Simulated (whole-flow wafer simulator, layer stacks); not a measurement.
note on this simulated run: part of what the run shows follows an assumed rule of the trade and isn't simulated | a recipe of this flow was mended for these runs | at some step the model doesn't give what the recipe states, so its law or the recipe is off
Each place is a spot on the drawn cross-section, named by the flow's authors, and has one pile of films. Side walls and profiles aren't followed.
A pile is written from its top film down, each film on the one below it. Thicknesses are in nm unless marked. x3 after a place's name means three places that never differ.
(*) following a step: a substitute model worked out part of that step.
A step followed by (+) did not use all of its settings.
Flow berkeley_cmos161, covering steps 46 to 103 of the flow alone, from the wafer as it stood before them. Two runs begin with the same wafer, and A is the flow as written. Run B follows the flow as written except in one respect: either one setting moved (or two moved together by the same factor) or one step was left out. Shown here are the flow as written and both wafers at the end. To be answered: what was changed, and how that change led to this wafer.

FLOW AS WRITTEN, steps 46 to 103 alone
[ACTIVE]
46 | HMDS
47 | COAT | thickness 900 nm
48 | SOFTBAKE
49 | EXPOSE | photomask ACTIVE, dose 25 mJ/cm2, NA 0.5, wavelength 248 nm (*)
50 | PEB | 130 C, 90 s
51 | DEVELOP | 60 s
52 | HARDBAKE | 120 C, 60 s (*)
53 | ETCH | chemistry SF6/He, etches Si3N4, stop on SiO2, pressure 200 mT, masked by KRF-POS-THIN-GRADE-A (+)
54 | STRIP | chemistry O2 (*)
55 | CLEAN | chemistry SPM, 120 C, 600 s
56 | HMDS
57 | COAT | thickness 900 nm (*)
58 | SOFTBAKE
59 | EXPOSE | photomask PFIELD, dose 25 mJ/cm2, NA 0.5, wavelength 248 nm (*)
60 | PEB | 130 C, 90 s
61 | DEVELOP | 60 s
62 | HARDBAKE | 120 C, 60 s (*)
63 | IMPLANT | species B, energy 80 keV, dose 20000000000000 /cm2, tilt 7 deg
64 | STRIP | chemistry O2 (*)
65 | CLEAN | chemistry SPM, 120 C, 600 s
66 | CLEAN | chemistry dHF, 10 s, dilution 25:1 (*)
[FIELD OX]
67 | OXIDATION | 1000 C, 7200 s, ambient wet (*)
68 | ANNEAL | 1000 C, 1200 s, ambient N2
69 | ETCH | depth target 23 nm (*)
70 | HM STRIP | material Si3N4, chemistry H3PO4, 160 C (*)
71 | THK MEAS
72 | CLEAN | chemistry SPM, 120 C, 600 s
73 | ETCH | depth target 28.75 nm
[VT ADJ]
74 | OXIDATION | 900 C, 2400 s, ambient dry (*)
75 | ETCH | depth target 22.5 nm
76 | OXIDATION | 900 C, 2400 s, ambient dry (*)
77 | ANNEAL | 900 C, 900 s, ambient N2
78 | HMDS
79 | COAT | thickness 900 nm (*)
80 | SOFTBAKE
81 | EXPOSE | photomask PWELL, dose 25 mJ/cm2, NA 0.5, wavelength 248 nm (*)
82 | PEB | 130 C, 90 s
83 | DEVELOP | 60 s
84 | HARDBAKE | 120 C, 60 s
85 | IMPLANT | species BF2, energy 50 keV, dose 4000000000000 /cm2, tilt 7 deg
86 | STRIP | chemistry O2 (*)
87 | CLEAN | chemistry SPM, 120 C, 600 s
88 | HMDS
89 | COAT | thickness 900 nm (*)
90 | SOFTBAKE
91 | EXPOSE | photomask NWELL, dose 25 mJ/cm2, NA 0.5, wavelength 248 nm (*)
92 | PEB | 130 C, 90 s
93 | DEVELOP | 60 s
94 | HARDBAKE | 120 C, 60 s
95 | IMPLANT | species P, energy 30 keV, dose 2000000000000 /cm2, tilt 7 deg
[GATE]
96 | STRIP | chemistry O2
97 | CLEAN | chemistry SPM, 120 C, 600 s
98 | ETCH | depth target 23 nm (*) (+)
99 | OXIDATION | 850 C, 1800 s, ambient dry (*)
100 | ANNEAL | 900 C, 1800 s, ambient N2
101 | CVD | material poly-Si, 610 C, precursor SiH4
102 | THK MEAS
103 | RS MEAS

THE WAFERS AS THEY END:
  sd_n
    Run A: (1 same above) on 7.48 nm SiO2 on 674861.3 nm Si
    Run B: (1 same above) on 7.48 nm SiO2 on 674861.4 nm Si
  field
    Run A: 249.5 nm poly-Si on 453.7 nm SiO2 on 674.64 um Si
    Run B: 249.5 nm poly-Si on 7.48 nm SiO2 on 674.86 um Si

What caused this: step 53, ETCH: chemistry SF6/He, etches Si3N4, stop on SiO2, pressure 200 mT, masked by KRF-POS-THIN-GRADE-A (+), was skipped.

The path from the change to this, step by step:
  54 | STRIP | chemistry O2 (*)
      sd_n, spacer_n, gate_n, sd_p, spacer_p, gate_p, contact, m1: A KrF-resist loses 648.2 (all of it) | B KrF-resist loses 882.9 (all of it)
  57 | COAT | thickness 900 nm (*)
      field: A KrF-resist gains 955.6 (new film) | B KrF-resist gains 900 (new film)
      sd_n: A KrF-resist gains 796.1 (new film) | B KrF-resist gains 900 (new film)
      (and at 7 other places as well)
  61 | DEVELOP | 60 s
      field: A KrF-resist loses 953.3 (all of it) | B KrF-resist loses 897.9 (all of it)
  64 | STRIP | chemistry O2 (*)
      sd_n: A KrF-resist loses 779.3 (all of it) | B KrF-resist loses 882.9 (all of it)
      spacer_n: A KrF-resist loses 809.2 (all of it) | B KrF-resist loses 882.9 (all of it)
      (and at 6 other places as well)
  66 | CLEAN | chemistry dHF, 10 s, dilution 25:1 (*)
      field: A SiO2 loses 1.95 | B Si3N4 loses 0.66
  67 | OXIDATION | 1000 C, 7200 s, ambient wet (*)
      sd_n, sd_p: A SiO2 gains 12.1 (new film), Si3N4 loses 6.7, SiO2 gains 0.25, Si loses 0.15 | B SiO2 gains 12.1 (new film), Si3N4 loses 6.7
      field: A SiO2 gains 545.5, Si loses 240 | B SiO2 gains 12.1 (new film), Si3N4 loses 6.7
  69 | ETCH | depth target 23 nm (*)
      field: A SiO2 loses 23 | B SiO2 loses 12.1 (all of it), Si3N4 loses 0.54
  70 | HM STRIP | material Si3N4, chemistry H3PO4, 160 C (*)
      field: A SiO2 loses 14.5 | B Si3N4 loses 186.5 (all of it), SiO2 loses 8.68
  73 | ETCH | depth target 28.75 nm
      field: A SiO2 loses 28.7 | B SiO2 loses 17.9 (all of it)
  74 | OXIDATION | 900 C, 2400 s, ambient dry (*)
      field: A SiO2 gains 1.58, Si loses 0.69 | B SiO2 gains 14.9 (new film), Si loses 6.57
  75 | ETCH | depth target 22.5 nm
      field: A SiO2 loses 22.5 | B SiO2 loses 14.9 (all of it)
  76 | OXIDATION | 900 C, 2400 s, ambient dry (*)
      field: A SiO2 gains 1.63, Si loses 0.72 | B SiO2 gains 14.9 (new film), Si loses 6.57
  79 | COAT | thickness 900 nm (*)
      field: A KrF-resist gains 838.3 (new film) | B KrF-resist gains 900 (new film)
      sd_n: A KrF-resist gains 1020.9 (new film) | B KrF-resist gains 900 (new film)
      (and at 7 other places as well)
  83 | DEVELOP | 60 s
      field: A KrF-resist loses 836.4 (all of it) | B KrF-resist loses 897.9 (all of it)
      sd_n: A KrF-resist loses 1018.4 (all of it) | B KrF-resist loses 897.9 (all of it)
      (and at 4 other places as well)
  84 | HARDBAKE | 120 C, 60 s
      sd_p: A KrF-resist loses 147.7 | B KrF-resist loses 132.9
      spacer_p: A KrF-resist loses 144.7 | B KrF-resist loses 132.9
      (and at 1 other place as well)
  86 | STRIP | chemistry O2 (*)
      sd_p: A KrF-resist loses 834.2 (all of it) | B KrF-resist loses 750 (all of it)
      spacer_p: A KrF-resist loses 816.9 (all of it) | B KrF-resist loses 750 (all of it)
      (and at 1 other place as well)
  ... another 5 steps ...
  99 | OXIDATION | 850 C, 1800 s, ambient dry (*)
      field: A SiO2 gains 0.5, Si loses 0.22 | B SiO2 gains 7.48 (new film), Si loses 3.29
